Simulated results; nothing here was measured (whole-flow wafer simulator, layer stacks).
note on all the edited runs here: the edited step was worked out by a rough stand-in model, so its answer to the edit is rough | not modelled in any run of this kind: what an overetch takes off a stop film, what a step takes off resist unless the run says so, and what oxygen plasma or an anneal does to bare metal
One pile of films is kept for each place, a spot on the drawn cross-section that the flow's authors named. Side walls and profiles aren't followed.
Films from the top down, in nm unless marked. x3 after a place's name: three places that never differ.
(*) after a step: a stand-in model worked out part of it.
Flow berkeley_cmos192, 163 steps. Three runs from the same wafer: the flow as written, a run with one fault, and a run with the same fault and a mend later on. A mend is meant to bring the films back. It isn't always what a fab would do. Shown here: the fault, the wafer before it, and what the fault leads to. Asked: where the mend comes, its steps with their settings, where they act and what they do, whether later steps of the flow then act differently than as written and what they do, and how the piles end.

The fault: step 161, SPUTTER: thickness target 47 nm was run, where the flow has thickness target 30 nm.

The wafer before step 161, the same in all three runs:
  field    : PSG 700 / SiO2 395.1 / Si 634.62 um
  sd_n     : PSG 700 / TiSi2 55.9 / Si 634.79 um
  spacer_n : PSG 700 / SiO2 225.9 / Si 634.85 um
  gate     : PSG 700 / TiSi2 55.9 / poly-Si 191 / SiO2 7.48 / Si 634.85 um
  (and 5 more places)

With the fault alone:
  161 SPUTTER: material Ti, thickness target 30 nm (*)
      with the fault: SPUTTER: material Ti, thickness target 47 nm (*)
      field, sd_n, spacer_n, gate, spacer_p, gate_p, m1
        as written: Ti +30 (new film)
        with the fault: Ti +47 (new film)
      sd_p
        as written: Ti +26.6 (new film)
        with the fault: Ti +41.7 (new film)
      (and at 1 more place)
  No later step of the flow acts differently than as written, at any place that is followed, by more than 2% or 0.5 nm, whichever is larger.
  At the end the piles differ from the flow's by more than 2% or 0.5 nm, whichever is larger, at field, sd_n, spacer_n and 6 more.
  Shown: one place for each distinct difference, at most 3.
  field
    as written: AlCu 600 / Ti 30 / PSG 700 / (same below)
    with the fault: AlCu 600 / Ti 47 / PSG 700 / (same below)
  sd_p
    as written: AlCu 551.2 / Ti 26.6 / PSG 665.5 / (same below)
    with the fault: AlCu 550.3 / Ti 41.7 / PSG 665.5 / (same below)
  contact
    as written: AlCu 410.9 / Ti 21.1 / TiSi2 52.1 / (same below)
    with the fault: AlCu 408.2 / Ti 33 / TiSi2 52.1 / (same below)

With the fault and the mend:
  The mend comes after step 161.
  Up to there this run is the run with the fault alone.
  161a ETCH: chemistry piranha, etches Ti, 120 C, 81 s (the flow's step 148 once more, with other settings)
      field, sd_n, spacer_n, gate, spacer_p, gate_p, m1
        Ti -47 (all of it)
      sd_p
        Ti -41.7 (all of it)
      contact
        Ti -33 (all of it), TiSi2 -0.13
  161b SPUTTER: material Ti, thickness target 30 nm (*) (the flow's step 161 once more)
      field, sd_n, spacer_n, gate, spacer_p, gate_p, m1
        Ti +30 (new film)
      sd_p
        Ti +26.6 (new film)
      contact
        Ti +21.1 (new film)
  No later step of the flow acts differently than as written at any place that is followed.
  At the end the piles differ from the flow's only slightly at the places that both follow, by at most 2% or 0.5 nm, whichever is larger.
